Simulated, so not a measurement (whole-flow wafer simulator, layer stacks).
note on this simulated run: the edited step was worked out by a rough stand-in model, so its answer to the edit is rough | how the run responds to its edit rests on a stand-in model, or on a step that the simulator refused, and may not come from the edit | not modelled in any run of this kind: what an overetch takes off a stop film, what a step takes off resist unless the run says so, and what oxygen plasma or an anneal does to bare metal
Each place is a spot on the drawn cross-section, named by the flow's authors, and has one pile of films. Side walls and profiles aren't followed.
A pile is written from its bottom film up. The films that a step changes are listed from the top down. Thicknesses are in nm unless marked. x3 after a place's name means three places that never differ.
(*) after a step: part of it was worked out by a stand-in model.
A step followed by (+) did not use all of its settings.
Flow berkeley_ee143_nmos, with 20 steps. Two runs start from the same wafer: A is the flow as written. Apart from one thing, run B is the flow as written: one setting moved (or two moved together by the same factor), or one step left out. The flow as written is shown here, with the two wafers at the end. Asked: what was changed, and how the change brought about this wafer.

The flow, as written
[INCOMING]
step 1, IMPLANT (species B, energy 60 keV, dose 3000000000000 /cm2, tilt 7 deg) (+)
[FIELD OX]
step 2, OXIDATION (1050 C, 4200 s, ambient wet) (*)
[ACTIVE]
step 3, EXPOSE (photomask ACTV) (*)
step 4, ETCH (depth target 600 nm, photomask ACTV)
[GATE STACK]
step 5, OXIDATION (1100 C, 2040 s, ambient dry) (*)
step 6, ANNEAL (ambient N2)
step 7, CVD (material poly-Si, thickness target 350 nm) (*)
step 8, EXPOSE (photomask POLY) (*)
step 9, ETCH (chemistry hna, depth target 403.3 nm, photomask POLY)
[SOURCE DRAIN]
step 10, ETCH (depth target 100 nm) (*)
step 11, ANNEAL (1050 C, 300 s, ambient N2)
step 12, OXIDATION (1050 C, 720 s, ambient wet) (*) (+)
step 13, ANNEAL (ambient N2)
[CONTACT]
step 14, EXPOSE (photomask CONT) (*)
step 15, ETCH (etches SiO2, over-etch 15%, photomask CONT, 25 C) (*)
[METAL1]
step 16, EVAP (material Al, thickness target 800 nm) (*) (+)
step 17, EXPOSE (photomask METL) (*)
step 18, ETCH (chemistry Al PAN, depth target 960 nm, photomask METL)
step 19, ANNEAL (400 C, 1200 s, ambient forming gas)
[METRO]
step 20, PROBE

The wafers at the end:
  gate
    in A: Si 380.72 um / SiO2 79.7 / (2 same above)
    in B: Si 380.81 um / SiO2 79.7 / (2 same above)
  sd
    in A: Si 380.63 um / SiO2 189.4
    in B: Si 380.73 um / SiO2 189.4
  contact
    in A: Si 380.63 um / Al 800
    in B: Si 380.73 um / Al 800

Cause: step 2, OXIDATION: 1848 s was run, though the flow has 4200 s.

Step by step, how the change led to this:
  step 2, OXIDATION (1050 C, 4200 s, ambient wet) (*)
      gate, sd, contact, field: A SiO2 gains 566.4 (new film), chemical SiO2 loses 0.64 (all of it), Si loses 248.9 | B SiO2 gains 342.6 (new film), chemical SiO2 loses 0.64 (all of it), Si loses 150.5
  step 4, ETCH (depth target 600 nm, photomask ACTV)
      gate, sd, contact: A SiO2 loses 566.4 (all of it) | B SiO2 loses 342.6 (all of it)
  step 5, OXIDATION (1100 C, 2040 s, ambient dry) (*)
      field: A SiO2 gains 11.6, Si loses 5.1 | B SiO2 gains 17.5, Si loses 7.72
  step 12, OXIDATION (1050 C, 720 s, ambient wet) (*) (+)
      field: A SiO2 gains 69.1, Si loses 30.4 | B SiO2 gains 99.7, Si loses 43.9
